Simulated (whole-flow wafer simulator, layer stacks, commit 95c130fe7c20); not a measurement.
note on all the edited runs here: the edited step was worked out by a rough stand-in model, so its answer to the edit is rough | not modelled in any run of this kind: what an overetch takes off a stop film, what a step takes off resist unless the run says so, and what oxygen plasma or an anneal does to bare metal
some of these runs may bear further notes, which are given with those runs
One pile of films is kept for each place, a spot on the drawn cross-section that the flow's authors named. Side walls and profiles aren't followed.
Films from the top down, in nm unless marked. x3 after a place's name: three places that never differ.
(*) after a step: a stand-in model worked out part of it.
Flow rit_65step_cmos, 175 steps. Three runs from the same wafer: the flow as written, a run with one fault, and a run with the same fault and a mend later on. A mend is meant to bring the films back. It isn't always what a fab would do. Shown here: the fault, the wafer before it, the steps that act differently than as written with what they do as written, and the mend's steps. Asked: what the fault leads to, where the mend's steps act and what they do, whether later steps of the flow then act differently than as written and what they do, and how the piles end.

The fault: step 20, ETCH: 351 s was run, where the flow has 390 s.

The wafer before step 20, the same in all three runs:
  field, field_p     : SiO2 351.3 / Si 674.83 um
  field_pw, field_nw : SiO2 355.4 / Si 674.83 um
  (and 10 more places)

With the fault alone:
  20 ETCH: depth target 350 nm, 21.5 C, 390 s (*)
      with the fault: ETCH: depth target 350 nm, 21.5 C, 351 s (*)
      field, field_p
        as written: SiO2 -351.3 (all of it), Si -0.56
        with the fault: SiO2 -342.8
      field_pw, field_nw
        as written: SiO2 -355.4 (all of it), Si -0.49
        with the fault: SiO2 -342.8
  Later steps of the flow that act differently than as written (57 more steps differ only slightly, by at most 2% or 0.5 nm, whichever is larger, and aren't shown):
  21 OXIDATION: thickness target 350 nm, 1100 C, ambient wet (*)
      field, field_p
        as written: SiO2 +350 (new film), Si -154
        with the fault: SiO2 +343.3, Si -151.1
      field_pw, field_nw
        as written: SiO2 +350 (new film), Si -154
        with the fault: SiO2 +340.2, Si -149.7
  At the end the piles differ from the flow's only slightly at the places that both follow, by at most 2% or 0.5 nm, whichever is larger.

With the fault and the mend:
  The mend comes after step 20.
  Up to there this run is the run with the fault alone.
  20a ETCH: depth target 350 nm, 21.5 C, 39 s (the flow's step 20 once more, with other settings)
      field, field_p
        SiO2 -8.5 (all of it)
      field_pw, field_nw
        SiO2 -12.6 (all of it)
  No later step of the flow acts differently than as written, at any place that is followed, by more than 2% or 0.5 nm, whichever is larger.
  At the end the piles differ from the flow's only slightly at the places that both follow, by at most 2% or 0.5 nm, whichever is larger.
